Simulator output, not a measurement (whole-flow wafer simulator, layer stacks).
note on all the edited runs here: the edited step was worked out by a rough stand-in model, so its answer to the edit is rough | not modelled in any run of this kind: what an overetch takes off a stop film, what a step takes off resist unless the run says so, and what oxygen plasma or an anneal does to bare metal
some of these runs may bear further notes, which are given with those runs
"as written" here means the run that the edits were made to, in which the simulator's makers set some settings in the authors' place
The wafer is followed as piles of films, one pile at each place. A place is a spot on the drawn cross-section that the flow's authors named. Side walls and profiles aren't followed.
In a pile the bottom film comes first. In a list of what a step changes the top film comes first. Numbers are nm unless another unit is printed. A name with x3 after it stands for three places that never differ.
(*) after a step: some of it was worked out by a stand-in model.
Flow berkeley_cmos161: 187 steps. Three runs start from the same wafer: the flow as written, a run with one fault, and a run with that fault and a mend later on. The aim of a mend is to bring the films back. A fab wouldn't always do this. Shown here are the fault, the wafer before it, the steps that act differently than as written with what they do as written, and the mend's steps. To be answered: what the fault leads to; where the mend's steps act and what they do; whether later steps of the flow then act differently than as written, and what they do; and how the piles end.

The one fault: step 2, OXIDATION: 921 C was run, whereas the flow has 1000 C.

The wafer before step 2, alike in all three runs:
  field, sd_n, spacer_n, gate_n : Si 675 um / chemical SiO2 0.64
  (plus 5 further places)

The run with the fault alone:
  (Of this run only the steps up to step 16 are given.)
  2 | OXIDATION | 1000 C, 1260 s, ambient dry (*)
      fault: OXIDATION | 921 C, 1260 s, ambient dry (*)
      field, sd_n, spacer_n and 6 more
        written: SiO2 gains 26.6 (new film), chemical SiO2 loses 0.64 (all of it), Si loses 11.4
        fault: SiO2 gains 12.4 (new film), chemical SiO2 loses 0.64 (all of it), Si loses 5.16
  Later steps of the flow up to step 16 that are run all act as written at every place that is followed.
  Once step 16 is done, the piles at field, sd_n, spacer_n and 6 more depart from the flow's by more than 2% or 0.5 nm, whichever is larger.
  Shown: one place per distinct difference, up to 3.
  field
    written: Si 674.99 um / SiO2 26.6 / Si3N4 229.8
    fault: Si 674.99 um / SiO2 12.4 / Si3N4 229.8
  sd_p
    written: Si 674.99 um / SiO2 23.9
    fault: Si 674.99 um / SiO2 9.6

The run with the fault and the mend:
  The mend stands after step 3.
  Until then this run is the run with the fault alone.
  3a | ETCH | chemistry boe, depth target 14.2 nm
      field, sd_n, spacer_n and 6 more
        SiO2 loses 12.4 (all of it)
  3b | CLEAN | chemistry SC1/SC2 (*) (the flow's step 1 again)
      field, sd_n, spacer_n and 6 more
        chemical SiO2 gains 0.6 (new film), Si loses 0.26
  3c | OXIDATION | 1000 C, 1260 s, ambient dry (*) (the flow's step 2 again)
      field, sd_n, spacer_n and 6 more
        SiO2 gains 26.6 (new film), chemical SiO2 loses 0.6 (all of it), Si loses 11.5
  Later steps of the flow that are run all act as written at every place that is followed.
  The piles end only slightly different from the flow's at the places that both follow, by no more than 2% or 0.5 nm, whichever is larger.
